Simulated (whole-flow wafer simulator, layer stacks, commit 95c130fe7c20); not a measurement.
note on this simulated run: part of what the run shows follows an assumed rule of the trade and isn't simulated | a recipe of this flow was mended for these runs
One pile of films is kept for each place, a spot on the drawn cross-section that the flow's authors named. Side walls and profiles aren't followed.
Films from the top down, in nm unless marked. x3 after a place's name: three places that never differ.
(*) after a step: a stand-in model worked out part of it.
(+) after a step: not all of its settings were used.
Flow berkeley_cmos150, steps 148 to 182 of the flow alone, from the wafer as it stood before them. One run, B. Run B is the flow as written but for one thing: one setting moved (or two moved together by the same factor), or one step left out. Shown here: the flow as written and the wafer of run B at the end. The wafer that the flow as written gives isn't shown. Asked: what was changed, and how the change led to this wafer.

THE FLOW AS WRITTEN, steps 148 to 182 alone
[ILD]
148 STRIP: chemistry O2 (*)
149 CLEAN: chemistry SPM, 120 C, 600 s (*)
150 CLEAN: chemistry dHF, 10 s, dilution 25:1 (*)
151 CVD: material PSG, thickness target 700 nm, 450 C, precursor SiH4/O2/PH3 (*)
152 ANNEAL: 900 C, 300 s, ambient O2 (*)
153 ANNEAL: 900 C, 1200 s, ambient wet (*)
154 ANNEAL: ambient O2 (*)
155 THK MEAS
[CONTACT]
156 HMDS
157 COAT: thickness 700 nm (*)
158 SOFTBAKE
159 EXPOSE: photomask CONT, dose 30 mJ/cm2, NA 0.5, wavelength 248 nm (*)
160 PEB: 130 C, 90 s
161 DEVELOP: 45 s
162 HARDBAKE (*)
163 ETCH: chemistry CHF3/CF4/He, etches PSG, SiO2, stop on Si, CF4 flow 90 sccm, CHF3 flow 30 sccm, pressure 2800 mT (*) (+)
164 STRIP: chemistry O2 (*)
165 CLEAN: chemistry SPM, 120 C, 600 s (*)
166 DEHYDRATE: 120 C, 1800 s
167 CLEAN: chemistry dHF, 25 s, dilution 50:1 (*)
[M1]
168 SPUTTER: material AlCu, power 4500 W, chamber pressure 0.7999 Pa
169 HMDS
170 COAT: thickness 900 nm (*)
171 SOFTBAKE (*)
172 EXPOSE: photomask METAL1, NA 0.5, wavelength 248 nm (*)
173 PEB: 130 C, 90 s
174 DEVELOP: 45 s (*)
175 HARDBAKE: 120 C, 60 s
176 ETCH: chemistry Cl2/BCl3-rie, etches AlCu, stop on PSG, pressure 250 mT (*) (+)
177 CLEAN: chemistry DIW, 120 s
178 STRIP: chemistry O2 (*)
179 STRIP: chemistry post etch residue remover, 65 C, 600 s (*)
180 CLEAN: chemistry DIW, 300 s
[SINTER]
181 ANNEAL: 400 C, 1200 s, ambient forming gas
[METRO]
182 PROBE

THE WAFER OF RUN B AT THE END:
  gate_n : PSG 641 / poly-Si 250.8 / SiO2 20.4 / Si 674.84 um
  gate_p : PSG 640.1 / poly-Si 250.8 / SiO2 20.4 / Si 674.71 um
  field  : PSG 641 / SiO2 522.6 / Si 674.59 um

The cause: step 153, ANNEAL: 900 C, 1200 s, ambient wet (*), was left out.

How the change led to this, step by step:
  163 ETCH: chemistry CHF3/CF4/He, etches PSG, SiO2, stop on Si, CF4 flow 90 sccm, CHF3 flow 30 sccm, pressure 2800 mT (*) (+)
      contact: PSG -700 (all of it), SiO2 -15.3 (all of it), Si -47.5 (as written it would be: PSG -665 (all of it), SiO2 -38.1 (all of it), Si -47.5)
  170 COAT: thickness 900 nm (*)
      sd_n: thick-KrF-resist +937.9 (new film) (as written it would be: thick-KrF-resist +1135.4 (new film))
  173 PEB: 130 C, 90 s
      sd_n: thick-KrF-resist -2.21 (as written it would be: thick-KrF-resist -2.78)
  174 DEVELOP: 45 s (*)
      sd_n: thick-KrF-resist -935.7 (all of it), AlCu -10 (as written it would be: thick-KrF-resist -1132.6 (all of it), AlCu -10)
  176 ETCH: chemistry Cl2/BCl3-rie, etches AlCu, stop on PSG, pressure 250 mT (*) (+)
      gate_p: AlCu -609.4 (all of it), PSG -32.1 (as written it would be: AlCu -616.1 (all of it), PSG -31.2)
